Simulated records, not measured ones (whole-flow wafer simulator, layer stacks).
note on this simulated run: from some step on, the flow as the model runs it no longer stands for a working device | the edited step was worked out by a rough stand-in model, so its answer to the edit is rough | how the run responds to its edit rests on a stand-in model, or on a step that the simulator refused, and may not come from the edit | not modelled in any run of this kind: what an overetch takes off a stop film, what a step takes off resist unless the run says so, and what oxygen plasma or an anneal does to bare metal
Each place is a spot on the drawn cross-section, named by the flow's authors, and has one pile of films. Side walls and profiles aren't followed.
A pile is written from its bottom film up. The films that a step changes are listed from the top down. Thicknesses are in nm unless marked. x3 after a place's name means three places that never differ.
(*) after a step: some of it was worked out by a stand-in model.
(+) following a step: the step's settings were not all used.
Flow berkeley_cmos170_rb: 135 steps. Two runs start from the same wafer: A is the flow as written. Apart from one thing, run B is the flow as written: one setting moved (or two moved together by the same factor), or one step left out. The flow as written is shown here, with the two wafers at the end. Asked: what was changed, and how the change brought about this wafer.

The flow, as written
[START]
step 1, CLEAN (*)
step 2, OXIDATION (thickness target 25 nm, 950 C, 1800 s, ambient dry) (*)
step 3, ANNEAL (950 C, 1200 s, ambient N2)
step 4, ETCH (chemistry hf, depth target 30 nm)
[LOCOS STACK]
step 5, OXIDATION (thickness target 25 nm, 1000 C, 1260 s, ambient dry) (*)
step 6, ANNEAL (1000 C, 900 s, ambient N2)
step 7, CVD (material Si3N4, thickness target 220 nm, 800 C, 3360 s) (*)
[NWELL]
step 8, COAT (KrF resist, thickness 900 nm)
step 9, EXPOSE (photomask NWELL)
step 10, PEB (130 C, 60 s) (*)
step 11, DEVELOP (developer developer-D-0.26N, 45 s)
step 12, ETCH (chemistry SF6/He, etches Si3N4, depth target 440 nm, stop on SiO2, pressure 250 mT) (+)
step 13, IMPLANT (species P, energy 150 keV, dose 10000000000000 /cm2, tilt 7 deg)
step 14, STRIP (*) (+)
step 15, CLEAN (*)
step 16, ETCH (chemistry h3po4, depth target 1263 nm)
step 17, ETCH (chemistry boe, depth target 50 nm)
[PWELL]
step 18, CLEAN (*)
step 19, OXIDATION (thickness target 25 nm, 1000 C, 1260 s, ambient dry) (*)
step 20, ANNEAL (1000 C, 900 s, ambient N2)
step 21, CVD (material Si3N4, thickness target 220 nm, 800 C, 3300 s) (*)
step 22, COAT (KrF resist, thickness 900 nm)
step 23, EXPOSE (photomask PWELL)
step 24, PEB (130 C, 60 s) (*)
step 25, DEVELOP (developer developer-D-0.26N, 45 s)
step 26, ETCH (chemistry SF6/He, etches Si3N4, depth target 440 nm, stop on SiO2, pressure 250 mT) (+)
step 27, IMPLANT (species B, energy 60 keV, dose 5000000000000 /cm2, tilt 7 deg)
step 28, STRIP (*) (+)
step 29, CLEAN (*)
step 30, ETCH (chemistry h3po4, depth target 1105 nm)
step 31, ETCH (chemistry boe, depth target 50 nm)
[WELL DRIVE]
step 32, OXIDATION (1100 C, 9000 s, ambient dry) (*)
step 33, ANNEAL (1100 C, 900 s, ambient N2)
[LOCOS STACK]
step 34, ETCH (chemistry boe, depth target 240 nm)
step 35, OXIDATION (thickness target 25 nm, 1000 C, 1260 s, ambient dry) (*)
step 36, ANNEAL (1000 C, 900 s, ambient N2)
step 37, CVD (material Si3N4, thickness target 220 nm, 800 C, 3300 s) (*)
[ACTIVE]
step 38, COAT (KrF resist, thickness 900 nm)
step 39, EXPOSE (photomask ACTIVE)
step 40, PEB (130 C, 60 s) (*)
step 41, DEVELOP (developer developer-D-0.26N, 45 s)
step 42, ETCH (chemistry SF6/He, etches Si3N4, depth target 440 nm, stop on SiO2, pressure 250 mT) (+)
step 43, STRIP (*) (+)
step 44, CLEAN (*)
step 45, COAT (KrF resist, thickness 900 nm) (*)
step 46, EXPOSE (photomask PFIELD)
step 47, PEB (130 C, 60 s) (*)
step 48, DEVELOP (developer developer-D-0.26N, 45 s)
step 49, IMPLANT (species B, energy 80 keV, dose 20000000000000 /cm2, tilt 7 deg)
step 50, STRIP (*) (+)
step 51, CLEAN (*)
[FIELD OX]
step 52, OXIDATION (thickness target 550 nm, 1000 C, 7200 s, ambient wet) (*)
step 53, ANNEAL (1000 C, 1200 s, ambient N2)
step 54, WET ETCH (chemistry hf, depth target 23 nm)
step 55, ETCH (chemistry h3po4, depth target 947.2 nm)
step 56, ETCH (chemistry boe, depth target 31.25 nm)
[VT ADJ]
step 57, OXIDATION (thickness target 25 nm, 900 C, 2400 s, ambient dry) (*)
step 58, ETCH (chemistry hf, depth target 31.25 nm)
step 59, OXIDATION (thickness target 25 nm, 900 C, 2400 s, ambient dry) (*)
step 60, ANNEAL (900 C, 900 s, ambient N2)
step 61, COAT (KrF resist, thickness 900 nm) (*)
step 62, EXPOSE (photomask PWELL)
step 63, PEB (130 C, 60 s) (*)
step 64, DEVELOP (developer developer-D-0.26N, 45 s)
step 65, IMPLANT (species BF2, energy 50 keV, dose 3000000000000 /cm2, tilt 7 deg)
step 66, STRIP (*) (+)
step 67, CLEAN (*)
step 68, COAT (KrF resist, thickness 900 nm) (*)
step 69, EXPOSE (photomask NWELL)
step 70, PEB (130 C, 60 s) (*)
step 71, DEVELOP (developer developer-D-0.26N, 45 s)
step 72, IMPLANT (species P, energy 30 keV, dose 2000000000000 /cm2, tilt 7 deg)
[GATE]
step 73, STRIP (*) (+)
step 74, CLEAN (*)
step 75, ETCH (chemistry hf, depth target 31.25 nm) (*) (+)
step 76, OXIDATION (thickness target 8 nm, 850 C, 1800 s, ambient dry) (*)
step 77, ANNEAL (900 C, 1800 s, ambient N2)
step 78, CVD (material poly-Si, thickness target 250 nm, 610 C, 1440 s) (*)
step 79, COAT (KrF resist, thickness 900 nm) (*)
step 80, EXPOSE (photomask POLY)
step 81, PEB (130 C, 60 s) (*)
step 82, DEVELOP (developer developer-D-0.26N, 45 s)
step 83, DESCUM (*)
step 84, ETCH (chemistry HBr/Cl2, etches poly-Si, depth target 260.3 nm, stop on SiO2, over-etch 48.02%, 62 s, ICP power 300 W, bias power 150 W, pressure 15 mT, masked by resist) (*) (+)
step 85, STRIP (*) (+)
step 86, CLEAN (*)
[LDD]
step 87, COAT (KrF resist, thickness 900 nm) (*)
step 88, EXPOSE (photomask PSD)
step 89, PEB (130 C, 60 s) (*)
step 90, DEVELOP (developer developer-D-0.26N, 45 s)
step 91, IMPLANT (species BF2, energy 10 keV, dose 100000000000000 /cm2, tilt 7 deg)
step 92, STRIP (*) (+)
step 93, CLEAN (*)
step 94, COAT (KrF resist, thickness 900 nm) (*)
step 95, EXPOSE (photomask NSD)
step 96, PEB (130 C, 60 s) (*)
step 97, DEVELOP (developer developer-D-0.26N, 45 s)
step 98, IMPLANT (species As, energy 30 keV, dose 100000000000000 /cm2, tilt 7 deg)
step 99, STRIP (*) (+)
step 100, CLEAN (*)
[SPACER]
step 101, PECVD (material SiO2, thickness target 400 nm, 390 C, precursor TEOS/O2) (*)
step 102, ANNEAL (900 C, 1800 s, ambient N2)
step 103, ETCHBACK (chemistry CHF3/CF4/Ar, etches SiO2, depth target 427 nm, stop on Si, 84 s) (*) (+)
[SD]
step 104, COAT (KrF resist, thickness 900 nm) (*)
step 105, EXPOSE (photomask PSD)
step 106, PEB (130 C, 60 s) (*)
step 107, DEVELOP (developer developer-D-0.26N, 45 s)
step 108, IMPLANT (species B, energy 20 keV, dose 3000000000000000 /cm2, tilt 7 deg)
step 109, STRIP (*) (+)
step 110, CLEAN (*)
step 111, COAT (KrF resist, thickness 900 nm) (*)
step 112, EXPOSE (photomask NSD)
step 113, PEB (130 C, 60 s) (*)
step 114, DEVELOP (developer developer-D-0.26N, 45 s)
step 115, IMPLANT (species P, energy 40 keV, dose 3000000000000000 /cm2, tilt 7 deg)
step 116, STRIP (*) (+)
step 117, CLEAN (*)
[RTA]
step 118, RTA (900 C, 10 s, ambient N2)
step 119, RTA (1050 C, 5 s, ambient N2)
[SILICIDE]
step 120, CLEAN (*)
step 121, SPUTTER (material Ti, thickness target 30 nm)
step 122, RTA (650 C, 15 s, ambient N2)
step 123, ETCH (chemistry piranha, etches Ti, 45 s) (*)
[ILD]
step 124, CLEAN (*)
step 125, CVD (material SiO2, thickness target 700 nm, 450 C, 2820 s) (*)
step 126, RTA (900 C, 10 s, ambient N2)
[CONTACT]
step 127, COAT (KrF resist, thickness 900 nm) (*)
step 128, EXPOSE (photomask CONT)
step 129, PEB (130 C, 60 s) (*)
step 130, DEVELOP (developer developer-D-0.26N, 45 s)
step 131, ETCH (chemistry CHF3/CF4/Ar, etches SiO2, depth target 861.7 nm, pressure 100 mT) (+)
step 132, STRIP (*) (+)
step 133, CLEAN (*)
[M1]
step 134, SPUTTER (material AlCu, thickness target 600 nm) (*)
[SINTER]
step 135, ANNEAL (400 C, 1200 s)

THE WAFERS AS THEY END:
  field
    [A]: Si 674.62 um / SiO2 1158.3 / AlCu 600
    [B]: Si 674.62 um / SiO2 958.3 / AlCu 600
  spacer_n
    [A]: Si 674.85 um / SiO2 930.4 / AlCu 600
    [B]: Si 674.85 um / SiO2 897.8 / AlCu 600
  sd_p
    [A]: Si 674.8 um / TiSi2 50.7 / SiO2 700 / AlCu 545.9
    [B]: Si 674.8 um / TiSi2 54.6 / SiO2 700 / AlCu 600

The reason: step 101, PECVD: thickness target 200 nm was run, while the flow as written has thickness target 400 nm.

How this came from the change, step by step:
  step 101, PECVD (material SiO2, thickness target 400 nm, 390 C, precursor TEOS/O2) (*)
      field, sd_n, contact, m1: A +400 SiO2 | B +200 SiO2
      gate, gate_p: A +400 SiO2 (new film) | B +200 SiO2 (new film)
      (as well as at 3 more places)
  step 103, ETCHBACK (chemistry CHF3/CF4/Ar, etches SiO2, depth target 427 nm, stop on Si, 84 s) (*) (+)
      spacer_n, spacer_p: A -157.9 SiO2 | B nothing
      sd_n, contact, m1: A -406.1 SiO2 (all of it) | B -206.1 SiO2 (all of it)
      (as well as at 3 more places)
  step 104, COAT (KrF resist, thickness 900 nm) (*)
      field: A +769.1 KrF resist (new film) | B +900.2 KrF resist (new film)
      sd_n: A +982.1 KrF resist (new film) | B +918.2 KrF resist (new film)
      (as well as at 5 more places)
  step 107, DEVELOP (developer developer-D-0.26N, 45 s)
      sd_p: A -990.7 KrF resist (all of it) | B -938.8 KrF resist (all of it)
      gate_p: A -743.2 KrF resist (all of it) | B -706.6 KrF resist (all of it)
  step 109, STRIP (*) (+)
      field: A -754.9 KrF resist (all of it) | B -886 KrF resist (all of it)
      sd_n: A -967.9 KrF resist (all of it) | B -904 KrF resist (all of it)
      (as well as at 3 more places)
  step 111, COAT (KrF resist, thickness 900 nm) (*)
      field: A +769.1 KrF resist (new film) | B +900.2 KrF resist (new film)
      sd_n: A +982.1 KrF resist (new film) | B +918.2 KrF resist (new film)
      (as well as at 5 more places)
  step 114, DEVELOP (developer developer-D-0.26N, 45 s)
      sd_n: A -982.1 KrF resist (all of it) | B -918.2 KrF resist (all of it)
      gate: A -742.1 KrF resist (all of it) | B -706.4 KrF resist (all of it)
      (as well as at 1 more place)
  step 116, STRIP (*) (+)
      field: A -754.9 KrF resist (all of it) | B -886 KrF resist (all of it)
      sd_p: A -976.5 KrF resist (all of it) | B -924.6 KrF resist (all of it)
      (as well as at 2 more places)
  step 121, SPUTTER (material Ti, thickness target 30 nm)
      sd_p: A +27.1 Ti (new film) | B +29.2 Ti (new film)
  step 122, RTA (650 C, 15 s, ambient N2)
      sd_p: A -21.1 Ti, +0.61 TiSi first (new film), +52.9 TiSi2 C49 (new film), -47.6 Si | B -22.8 Ti, +4.63 TiSi first (new film), +51 TiSi2 C49 (new film), -48.6 Si
  step 126, RTA (900 C, 10 s, ambient N2)
      sd_p: A under 1 film: +50.7 TiSi2 (new film), -0.61 TiSi first (all of it), -52.9 TiSi2 C49 (all of it), -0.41 Si | B under 1 film: +54.6 TiSi2 (new film), -4.63 TiSi first (all of it), -51 TiSi2 C49 (all of it), -3.08 Si
  step 127, COAT (KrF resist, thickness 900 nm) (*)
      field: A +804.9 KrF resist (new film) | B +917.6 KrF resist (new film)
      sd_n: A +1010 KrF resist (new film) | B +929.2 KrF resist (new film)
      (as well as at 7 more places)
  step 130, DEVELOP (developer developer-D-0.26N, 45 s)
      contact: A -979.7 KrF resist (all of it) | B -923.9 KrF resist (all of it)
  step 132, STRIP (*) (+)
      field: A -575.3 KrF resist (all of it) | B -687.9 KrF resist (all of it)
      sd_n: A -780.4 KrF resist (all of it) | B -699.6 KrF resist (all of it)
      (as well as at 6 more places)
  step 134, SPUTTER (material AlCu, thickness target 600 nm) (*)
      sd_p: A +545.9 AlCu (new film) | B +600 AlCu (new film)
